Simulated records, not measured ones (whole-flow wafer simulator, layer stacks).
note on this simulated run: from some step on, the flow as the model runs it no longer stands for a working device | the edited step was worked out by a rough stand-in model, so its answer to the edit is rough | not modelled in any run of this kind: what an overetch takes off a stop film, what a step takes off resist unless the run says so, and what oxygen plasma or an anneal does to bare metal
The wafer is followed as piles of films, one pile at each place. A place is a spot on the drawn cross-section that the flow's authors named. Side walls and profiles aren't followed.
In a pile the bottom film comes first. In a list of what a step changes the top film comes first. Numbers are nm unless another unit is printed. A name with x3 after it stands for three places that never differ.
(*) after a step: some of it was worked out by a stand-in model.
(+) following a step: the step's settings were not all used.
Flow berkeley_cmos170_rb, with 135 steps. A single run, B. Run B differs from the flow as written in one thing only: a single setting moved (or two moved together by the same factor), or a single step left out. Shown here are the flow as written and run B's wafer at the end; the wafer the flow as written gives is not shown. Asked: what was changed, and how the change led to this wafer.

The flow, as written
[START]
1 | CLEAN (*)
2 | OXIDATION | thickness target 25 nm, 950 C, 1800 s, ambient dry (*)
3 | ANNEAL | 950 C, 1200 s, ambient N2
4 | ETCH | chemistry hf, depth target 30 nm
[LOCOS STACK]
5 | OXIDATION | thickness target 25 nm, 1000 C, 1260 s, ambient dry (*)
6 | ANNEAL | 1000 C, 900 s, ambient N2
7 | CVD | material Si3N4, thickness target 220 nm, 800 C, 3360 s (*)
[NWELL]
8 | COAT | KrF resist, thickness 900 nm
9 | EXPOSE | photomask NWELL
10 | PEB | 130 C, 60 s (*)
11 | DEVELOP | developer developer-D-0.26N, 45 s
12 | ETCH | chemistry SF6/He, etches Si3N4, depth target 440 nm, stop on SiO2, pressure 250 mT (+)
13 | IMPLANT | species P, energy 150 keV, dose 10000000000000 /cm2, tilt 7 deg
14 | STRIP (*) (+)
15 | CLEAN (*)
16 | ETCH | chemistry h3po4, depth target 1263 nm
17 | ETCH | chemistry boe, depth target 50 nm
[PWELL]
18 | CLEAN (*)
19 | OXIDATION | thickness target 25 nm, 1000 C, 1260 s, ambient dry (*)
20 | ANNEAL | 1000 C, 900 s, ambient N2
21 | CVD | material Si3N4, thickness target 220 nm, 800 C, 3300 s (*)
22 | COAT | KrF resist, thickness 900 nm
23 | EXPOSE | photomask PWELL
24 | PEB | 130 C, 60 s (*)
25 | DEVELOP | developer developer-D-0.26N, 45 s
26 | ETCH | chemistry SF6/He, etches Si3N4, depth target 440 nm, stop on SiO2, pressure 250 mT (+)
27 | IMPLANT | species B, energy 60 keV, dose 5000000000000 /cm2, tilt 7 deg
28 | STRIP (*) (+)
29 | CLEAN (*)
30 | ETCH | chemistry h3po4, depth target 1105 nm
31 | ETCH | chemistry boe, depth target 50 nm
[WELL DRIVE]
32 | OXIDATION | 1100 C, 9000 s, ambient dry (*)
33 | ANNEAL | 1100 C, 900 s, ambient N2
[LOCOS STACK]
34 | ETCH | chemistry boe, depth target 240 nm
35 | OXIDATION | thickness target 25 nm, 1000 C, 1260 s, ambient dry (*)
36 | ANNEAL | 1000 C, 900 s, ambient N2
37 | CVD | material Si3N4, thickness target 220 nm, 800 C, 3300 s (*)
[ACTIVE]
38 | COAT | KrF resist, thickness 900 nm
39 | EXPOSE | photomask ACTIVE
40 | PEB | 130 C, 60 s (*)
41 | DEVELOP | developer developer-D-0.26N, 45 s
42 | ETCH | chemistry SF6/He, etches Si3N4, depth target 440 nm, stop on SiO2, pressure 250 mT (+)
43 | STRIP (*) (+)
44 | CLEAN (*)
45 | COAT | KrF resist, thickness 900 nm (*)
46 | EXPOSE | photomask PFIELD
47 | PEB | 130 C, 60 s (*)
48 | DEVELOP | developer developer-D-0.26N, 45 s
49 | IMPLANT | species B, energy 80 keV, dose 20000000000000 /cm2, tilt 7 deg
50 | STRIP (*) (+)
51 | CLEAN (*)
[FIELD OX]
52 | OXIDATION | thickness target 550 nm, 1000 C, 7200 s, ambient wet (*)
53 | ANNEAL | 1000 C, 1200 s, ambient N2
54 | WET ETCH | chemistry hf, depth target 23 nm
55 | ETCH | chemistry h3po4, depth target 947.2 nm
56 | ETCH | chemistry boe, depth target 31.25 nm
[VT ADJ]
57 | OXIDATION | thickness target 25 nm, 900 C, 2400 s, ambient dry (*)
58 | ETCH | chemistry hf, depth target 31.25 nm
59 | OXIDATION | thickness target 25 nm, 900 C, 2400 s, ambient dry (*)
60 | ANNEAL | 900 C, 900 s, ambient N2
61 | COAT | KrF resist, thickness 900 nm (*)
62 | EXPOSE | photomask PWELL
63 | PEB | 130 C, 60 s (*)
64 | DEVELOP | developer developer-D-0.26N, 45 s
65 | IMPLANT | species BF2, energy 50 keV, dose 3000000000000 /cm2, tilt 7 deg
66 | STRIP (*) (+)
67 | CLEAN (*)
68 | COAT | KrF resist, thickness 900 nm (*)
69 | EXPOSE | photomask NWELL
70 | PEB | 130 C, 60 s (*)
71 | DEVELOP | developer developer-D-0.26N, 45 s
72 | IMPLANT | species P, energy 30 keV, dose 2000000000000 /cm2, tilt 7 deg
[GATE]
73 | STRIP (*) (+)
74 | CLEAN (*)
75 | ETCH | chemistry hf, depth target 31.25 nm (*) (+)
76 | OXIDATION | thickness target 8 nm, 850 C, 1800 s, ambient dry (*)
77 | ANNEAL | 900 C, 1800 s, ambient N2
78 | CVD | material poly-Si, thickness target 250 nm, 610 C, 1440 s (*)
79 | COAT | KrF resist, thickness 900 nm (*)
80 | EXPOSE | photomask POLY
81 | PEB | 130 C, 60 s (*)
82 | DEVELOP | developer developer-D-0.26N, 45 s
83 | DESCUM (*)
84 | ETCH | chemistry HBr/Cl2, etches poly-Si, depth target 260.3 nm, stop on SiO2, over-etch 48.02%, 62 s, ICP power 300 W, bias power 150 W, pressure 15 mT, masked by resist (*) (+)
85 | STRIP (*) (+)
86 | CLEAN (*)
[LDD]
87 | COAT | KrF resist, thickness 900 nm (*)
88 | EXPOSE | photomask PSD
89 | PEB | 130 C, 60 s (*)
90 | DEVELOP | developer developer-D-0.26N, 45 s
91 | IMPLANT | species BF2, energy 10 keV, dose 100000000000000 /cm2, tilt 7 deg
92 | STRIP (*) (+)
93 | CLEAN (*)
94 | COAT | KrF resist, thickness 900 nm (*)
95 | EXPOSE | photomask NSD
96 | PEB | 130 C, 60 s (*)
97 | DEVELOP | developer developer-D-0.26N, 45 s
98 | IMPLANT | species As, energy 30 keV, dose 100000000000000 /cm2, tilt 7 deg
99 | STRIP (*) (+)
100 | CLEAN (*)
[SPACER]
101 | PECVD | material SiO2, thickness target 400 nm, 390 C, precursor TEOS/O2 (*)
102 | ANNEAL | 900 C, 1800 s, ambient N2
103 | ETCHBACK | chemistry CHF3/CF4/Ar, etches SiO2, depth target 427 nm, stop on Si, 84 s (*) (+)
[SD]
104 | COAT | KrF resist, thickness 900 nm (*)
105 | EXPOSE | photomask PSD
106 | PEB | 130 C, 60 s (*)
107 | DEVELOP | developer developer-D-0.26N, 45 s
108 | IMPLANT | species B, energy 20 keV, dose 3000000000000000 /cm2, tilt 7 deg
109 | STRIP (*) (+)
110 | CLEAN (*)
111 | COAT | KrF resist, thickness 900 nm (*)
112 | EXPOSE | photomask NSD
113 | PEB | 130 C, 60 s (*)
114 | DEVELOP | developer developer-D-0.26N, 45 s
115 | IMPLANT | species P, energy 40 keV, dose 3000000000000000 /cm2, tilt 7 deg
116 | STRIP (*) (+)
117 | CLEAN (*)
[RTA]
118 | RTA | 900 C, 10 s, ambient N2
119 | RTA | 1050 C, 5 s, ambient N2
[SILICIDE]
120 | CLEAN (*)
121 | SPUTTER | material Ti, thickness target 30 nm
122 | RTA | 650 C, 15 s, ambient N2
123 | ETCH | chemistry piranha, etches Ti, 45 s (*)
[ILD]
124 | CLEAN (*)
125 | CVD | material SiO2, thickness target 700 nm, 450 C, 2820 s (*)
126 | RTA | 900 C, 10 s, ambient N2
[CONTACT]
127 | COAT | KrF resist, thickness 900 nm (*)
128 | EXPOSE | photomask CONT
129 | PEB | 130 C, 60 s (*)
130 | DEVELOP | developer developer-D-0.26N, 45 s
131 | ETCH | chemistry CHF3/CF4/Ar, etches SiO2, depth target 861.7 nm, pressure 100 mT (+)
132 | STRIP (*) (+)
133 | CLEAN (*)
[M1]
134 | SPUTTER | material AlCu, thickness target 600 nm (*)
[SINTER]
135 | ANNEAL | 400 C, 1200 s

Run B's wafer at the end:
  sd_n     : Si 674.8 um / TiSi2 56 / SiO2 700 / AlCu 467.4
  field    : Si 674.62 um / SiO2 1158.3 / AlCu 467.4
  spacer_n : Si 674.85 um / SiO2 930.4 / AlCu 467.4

Cause: step 134, SPUTTER: thickness target 467.4 nm was run, whereas the flow has thickness target 600 nm.
The wafer itself shows it: sd_n has AlCu 467.4, and step 134 as written asks for 600 nm.

The path from the change to this, step by step:
  134 | SPUTTER | material AlCu, thickness target 600 nm (*)
      field, sd_n, spacer_n, gate, spacer_p, gate_p, m1: +467.4 AlCu (new film) (it would be, as written: +600 AlCu (new film))
      sd_p: +420.5 AlCu (new film) (it would be, as written: +545.9 AlCu (new film))
      (and at 1 other place as well)
